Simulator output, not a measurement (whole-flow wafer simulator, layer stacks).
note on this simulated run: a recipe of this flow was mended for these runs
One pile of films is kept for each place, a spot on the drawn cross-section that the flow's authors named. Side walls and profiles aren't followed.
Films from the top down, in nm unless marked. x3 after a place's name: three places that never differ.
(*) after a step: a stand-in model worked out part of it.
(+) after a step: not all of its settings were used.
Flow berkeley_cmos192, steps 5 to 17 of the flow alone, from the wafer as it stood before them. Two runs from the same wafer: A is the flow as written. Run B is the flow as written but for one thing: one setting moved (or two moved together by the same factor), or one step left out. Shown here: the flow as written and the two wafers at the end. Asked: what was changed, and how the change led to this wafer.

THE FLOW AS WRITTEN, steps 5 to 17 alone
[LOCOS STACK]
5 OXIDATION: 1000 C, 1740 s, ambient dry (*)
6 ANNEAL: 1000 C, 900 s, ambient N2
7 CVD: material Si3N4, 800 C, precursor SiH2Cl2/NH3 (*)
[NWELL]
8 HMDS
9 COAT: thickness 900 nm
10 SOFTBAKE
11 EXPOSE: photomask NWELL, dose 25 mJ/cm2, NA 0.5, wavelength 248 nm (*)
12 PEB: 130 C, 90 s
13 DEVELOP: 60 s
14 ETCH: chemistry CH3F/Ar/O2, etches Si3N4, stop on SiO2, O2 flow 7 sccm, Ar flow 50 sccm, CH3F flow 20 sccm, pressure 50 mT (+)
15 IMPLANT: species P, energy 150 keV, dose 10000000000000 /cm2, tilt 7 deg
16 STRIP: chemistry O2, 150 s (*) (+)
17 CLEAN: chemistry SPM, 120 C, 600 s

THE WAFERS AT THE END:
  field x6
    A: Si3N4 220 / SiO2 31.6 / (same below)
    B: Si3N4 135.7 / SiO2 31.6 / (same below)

The cause: step 7, CVD: 768 C was run, where the flow has 800 C.

How the change led to this, step by step:
  7 CVD: material Si3N4, 800 C, precursor SiH2Cl2/NH3 (*)
      field x6, sd_p x3: A Si3N4 +220 (new film) | B Si3N4 +135.7 (new film)
  14 ETCH: chemistry CH3F/Ar/O2, etches Si3N4, stop on SiO2, O2 flow 7 sccm, Ar flow 50 sccm, CH3F flow 20 sccm, pressure 50 mT (+)
      field x6: A KrF-resist -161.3 | B KrF-resist -105.1
      sd_p x3: A Si3N4 -220 (all of it), SiO2 -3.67 | B Si3N4 -135.7 (all of it), SiO2 -3.67
  16 STRIP: chemistry O2, 150 s (*) (+)
      field x6: A KrF-resist -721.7 (all of it) | B KrF-resist -777.9 (all of it)
